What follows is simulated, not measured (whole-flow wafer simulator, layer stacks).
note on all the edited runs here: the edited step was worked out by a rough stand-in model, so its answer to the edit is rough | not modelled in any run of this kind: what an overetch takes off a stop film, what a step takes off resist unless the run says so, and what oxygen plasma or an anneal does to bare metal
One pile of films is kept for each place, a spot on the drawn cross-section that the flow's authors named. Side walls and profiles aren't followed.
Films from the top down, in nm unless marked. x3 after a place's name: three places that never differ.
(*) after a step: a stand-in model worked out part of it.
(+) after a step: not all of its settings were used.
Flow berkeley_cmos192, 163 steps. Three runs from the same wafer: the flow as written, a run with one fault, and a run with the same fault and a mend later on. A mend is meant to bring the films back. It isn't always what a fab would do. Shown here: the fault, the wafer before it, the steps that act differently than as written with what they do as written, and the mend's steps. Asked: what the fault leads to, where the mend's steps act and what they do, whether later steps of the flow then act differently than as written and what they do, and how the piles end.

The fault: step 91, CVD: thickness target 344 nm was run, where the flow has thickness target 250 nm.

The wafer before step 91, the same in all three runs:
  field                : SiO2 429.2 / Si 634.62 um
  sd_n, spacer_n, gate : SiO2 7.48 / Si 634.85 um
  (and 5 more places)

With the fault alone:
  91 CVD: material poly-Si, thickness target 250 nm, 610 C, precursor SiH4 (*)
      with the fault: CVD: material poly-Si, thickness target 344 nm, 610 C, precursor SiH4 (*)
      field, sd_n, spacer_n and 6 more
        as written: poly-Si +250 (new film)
        with the fault: poly-Si +344 (new film)
  Later steps of the flow that act differently than as written (16 more steps differ only slightly, by at most 2% or 0.5 nm, whichever is larger, and aren't shown):
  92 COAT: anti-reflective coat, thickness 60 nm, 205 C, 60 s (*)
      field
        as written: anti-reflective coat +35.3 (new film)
        with the fault: anti-reflective coat +36.4 (new film)
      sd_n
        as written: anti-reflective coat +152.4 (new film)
        with the fault: anti-reflective coat +156.6 (new film)
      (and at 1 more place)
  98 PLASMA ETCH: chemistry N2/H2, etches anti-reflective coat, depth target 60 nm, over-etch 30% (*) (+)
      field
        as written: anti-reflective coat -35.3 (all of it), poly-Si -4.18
        with the fault: anti-reflective coat -36.4 (all of it), poly-Si -4.29
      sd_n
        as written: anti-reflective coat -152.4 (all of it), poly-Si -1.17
        with the fault: anti-reflective coat -156.6 (all of it), poly-Si -1.2
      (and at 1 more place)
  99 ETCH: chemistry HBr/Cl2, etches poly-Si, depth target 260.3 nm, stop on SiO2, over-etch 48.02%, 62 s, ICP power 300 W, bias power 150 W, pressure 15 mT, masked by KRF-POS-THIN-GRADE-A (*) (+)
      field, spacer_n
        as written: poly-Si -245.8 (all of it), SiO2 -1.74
        with the fault: poly-Si -339.7 (all of it), SiO2 -0.23
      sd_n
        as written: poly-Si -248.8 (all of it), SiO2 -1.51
        with the fault: poly-Si -342.8 (all of it), SiO2 -0.21
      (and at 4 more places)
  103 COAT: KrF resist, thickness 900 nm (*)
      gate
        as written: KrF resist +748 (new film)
        with the fault: KrF resist +669.2 (new film)
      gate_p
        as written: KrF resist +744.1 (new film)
        with the fault: KrF resist +665.3 (new film)
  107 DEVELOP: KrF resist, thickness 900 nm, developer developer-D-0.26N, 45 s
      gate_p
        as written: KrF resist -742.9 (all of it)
        with the fault: KrF resist -664.3 (all of it)
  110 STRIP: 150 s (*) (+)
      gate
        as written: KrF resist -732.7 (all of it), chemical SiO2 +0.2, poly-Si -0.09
        with the fault: KrF resist -654 (all of it), chemical SiO2 +0.2, poly-Si -0.09
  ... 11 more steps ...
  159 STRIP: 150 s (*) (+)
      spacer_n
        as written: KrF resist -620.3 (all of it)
        with the fault: KrF resist -570.4 (all of it)
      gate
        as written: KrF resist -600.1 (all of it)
        with the fault: KrF resist -556.5 (all of it)
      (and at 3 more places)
  At the end the piles differ from the flow's by more than 2% or 0.5 nm, whichever is larger, at spacer_n, gate, spacer_p, gate_p.
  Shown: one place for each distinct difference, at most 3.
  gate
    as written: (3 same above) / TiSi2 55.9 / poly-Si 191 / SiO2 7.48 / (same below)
    with the fault: (3 same above) / TiSi2 55.9 / poly-Si 285 / SiO2 7.48 / (same below)
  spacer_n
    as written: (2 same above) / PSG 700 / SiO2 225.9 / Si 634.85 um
    with the fault: (2 same above) / PSG 700 / SiO2 319.9 / Si 634.85 um
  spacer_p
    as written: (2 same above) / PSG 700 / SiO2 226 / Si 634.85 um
    with the fault: (2 same above) / PSG 700 / SiO2 320 / Si 634.85 um

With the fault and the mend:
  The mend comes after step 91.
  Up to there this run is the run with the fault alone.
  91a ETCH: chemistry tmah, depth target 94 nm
      field, sd_n, spacer_n and 6 more
        poly-Si -94
  No later step of the flow acts differently than as written at any place that is followed.
  At the end the piles are the same as the flow's at every place that both follow.
